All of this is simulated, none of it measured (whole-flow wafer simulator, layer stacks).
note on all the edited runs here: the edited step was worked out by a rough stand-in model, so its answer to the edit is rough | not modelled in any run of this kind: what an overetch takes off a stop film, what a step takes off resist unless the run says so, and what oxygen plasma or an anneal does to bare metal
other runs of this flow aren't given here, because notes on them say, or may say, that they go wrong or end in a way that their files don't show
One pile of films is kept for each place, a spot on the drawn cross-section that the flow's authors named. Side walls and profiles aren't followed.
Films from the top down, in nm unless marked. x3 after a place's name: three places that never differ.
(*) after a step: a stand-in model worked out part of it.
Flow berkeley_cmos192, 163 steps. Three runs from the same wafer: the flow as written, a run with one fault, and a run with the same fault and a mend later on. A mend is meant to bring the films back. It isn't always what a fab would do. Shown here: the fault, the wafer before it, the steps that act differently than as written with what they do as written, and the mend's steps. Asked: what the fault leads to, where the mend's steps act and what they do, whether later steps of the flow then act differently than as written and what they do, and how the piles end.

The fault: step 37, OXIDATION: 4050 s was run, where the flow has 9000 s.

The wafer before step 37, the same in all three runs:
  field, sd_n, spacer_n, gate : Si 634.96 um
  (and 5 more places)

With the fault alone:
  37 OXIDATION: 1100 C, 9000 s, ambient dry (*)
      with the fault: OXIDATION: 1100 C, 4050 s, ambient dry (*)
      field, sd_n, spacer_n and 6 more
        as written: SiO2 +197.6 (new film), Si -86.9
        with the fault: SiO2 +120.9 (new film), Si -53.2
  Later steps of the flow that act differently than as written:
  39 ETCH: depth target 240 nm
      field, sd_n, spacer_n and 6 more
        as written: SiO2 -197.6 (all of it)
        with the fault: SiO2 -120.9 (all of it)
  At the end the piles differ from the flow's only slightly at the places that both follow, by at most 2% or 0.5 nm, whichever is larger.

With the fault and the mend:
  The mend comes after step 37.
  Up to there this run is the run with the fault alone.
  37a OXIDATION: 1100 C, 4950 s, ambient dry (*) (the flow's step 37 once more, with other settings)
      field, sd_n, spacer_n and 6 more
        SiO2 +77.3, Si -34
  No later step of the flow acts differently than as written, at any place that is followed, by more than 2% or 0.5 nm, whichever is larger.
  At the end the piles differ from the flow's only slightly at the places that both follow, by at most 2% or 0.5 nm, whichever is larger.
